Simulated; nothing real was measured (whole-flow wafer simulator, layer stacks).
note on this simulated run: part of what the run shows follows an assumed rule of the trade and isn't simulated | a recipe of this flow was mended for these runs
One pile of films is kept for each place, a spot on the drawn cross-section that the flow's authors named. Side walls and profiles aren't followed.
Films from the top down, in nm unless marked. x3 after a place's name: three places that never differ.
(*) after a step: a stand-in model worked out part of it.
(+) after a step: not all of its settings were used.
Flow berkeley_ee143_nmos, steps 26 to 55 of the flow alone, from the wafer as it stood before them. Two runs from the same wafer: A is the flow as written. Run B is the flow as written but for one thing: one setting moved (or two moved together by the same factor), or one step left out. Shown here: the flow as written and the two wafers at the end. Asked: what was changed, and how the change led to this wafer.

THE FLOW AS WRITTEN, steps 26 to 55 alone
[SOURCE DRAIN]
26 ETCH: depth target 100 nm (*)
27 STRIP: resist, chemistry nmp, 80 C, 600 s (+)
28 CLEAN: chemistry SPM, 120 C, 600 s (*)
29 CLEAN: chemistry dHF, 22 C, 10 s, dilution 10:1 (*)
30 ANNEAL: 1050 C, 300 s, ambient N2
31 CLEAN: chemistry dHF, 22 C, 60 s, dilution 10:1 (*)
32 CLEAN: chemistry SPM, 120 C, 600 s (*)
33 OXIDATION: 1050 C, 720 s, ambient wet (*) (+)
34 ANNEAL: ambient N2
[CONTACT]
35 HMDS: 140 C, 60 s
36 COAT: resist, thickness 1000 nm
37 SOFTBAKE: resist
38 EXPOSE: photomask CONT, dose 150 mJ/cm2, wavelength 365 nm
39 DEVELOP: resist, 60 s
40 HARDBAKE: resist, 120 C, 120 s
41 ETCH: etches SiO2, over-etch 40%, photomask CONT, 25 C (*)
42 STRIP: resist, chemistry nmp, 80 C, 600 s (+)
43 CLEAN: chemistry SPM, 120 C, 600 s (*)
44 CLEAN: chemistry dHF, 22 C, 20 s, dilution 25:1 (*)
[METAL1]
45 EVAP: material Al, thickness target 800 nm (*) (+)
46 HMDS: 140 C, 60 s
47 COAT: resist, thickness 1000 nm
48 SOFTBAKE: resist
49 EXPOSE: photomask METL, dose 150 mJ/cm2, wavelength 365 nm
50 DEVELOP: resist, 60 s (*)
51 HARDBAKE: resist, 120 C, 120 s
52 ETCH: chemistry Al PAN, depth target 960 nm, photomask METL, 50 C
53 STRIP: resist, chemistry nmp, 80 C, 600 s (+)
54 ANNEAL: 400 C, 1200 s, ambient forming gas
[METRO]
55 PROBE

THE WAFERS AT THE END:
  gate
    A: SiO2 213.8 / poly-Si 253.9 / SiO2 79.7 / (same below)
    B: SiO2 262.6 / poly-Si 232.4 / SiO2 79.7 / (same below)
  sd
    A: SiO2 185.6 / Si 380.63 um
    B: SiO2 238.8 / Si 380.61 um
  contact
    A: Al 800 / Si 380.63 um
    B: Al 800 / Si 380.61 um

The cause: step 33, OXIDATION: 1085 C was run, where the flow has 1050 C.

How the change led to this, step by step:
  33 OXIDATION: 1050 C, 720 s, ambient wet (*) (+)
      sd, contact: A SiO2 +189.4 (new film), chemical SiO2 -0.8 (all of it), Si -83 | B SiO2 +242.6 (new film), chemical SiO2 -0.8 (all of it), Si -106.4
      gate: A SiO2 +217.6 (new film), chemical SiO2 -0.8 (all of it), poly-Si -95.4 | B SiO2 +266.4 (new film), chemical SiO2 -0.8 (all of it), poly-Si -116.9
      (and at 1 more place)
  41 ETCH: etches SiO2, over-etch 40%, photomask CONT, 25 C (*)
      contact: A SiO2 -189.4 (all of it) | B SiO2 -242.6 (all of it)
  47 COAT: resist, thickness 1000 nm
      contact: A resist +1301 (new film) | B resist +1336.4 (new film)
  51 HARDBAKE: resist, 120 C, 120 s
      contact: A resist -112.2 | B resist -115.4
  53 STRIP: resist, chemistry nmp, 80 C, 600 s (+)
      contact: A resist -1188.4 (all of it) | B resist -1220.5 (all of it)
